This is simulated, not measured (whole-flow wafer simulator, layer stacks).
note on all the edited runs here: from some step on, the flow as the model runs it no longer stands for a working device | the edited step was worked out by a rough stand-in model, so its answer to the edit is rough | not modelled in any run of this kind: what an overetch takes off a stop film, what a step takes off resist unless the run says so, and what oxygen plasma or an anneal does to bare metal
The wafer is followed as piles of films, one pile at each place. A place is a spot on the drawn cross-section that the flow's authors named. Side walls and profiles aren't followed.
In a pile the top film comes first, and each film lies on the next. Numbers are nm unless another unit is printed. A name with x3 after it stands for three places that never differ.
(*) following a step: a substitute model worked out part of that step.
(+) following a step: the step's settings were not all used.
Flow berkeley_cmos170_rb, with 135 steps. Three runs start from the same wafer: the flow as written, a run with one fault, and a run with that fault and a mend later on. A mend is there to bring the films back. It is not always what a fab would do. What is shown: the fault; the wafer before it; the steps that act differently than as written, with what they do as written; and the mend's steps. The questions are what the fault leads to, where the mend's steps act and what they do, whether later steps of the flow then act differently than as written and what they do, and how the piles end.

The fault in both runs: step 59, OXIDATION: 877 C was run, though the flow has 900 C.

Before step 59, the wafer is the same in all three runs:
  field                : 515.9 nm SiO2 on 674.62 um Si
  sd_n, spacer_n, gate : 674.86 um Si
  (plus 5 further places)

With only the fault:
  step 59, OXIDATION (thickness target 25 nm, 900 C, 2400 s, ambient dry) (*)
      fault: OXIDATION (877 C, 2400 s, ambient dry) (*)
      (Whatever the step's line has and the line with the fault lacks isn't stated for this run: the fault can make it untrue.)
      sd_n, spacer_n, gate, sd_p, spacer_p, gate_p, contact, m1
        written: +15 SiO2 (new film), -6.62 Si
        fault: +11.9 SiO2 (new film), -5.25 Si
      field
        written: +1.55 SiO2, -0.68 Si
        fault: +1.01 SiO2, -0.45 Si
  Steps later in the flow that act otherwise than as written (30 other steps are not shown; they differ only slightly, by no more than 2% or 0.5 nm, whichever is larger):
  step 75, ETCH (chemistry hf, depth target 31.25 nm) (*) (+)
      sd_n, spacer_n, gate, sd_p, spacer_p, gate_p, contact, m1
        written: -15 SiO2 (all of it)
        fault: -11.9 SiO2 (all of it)
  When the end is reached, the piles differ only a little from the flow's at the places that both follow, at most by 2% or 0.5 nm, whichever is larger.

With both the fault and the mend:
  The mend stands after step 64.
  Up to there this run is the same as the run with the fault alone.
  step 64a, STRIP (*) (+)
      sd_p
        -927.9 KrF resist (all of it)
      spacer_p
        -911.1 KrF resist (all of it)
      gate_p
        -910.3 KrF resist (all of it)
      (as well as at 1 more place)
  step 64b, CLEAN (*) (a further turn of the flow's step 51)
      alters no film at any place that is followed
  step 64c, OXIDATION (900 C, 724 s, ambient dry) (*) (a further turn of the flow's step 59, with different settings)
      sd_n, spacer_n, gate, sd_p, spacer_p, gate_p, contact, m1
        +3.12 SiO2, -1.37 Si
      field
        +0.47 SiO2, -0.2 Si
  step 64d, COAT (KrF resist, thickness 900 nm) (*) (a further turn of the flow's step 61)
      field
        +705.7 KrF resist (new film)
      sd_n
        +957.4 KrF resist (new film)
      spacer_n
        +924.9 KrF resist (new film)
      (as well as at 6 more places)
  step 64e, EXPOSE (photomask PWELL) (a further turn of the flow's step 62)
      alters no film at any place that is followed
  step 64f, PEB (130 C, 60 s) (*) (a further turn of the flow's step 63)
      alters no film at any place that is followed
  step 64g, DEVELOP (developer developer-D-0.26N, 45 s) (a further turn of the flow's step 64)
      sd_p, spacer_p, gate_p, m1
        -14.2 KrF resist
      field
        -705.7 KrF resist (all of it)
      sd_n
        -957.4 KrF resist (all of it)
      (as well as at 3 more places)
  Every later step of the flow that is run acts as written, at every place that is followed, to within 2% or 0.5 nm, whichever is larger.
  When the end is reached, the piles differ only a little from the flow's at the places that both follow, at most by 2% or 0.5 nm, whichever is larger.
